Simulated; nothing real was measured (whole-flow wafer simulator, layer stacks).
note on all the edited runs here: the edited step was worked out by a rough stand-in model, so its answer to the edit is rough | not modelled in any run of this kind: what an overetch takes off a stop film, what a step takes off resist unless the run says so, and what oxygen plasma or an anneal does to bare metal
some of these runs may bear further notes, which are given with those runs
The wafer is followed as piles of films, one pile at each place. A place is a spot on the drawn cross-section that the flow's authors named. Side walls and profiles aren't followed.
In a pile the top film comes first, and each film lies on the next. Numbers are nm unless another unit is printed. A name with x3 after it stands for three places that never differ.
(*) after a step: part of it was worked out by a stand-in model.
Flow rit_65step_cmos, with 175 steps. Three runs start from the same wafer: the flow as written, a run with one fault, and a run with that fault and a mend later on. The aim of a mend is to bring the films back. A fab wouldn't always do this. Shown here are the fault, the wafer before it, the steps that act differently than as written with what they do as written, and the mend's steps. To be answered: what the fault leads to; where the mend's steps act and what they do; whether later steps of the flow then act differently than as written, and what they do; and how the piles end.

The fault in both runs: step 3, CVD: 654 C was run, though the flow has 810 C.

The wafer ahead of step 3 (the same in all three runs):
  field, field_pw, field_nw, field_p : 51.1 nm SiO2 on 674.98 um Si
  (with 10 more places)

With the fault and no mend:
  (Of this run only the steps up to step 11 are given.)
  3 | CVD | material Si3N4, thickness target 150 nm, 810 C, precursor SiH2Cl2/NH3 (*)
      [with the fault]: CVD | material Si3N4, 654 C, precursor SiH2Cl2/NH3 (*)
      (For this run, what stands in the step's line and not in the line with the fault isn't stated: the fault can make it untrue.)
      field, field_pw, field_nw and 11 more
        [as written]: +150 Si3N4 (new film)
        [with the fault]: +7.33 Si3N4 (new film)
  Later steps of the flow up to step 11 that are run all act as written at every place that is followed.
  After step 11, at field, field_pw, field_nw and 11 more, the piles differ from the flow's by more than 2% or 0.5 nm, whichever is larger.
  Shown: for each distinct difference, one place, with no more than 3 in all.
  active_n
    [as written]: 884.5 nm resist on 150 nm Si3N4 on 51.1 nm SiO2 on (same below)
    [with the fault]: 884.5 nm resist on 7.33 nm Si3N4 on 51.1 nm SiO2 on (same below)
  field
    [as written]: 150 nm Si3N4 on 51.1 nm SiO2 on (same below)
    [with the fault]: 7.33 nm Si3N4 on 51.1 nm SiO2 on (same below)

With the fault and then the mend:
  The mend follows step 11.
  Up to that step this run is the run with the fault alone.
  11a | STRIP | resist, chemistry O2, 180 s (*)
      active_n, active_p, gate_n and 7 more
        -884.5 resist (all of it)
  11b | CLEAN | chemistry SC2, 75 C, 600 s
      alters no film at any place that is followed
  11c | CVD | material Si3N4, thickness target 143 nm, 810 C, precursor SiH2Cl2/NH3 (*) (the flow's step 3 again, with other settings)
      field, field_pw, field_nw and 11 more
        +143 Si3N4
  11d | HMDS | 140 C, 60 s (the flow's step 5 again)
      alters no film at any place that is followed
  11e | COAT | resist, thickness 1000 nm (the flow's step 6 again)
      field, field_pw, field_nw and 11 more
        +1000 resist (new film)
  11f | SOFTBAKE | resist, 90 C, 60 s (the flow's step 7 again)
      alters no film at any place that is followed
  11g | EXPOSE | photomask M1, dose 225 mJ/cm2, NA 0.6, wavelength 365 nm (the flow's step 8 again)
      alters no film at any place that is followed
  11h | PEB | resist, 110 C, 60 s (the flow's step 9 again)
      field, field_pw, field_nw and 11 more
        -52 resist
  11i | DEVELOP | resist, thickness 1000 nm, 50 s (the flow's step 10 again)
      field, field_pw, field_nw, field_p
        -948 resist (all of it)
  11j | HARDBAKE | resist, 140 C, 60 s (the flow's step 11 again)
      active_n, active_p, gate_n and 7 more
        -63.5 resist
  Later steps of the flow that are run all act as written at every place that is followed, up to a difference of at most 2% or 0.5 nm, whichever is larger.
  The piles end the same as the flow's at every place that both follow.
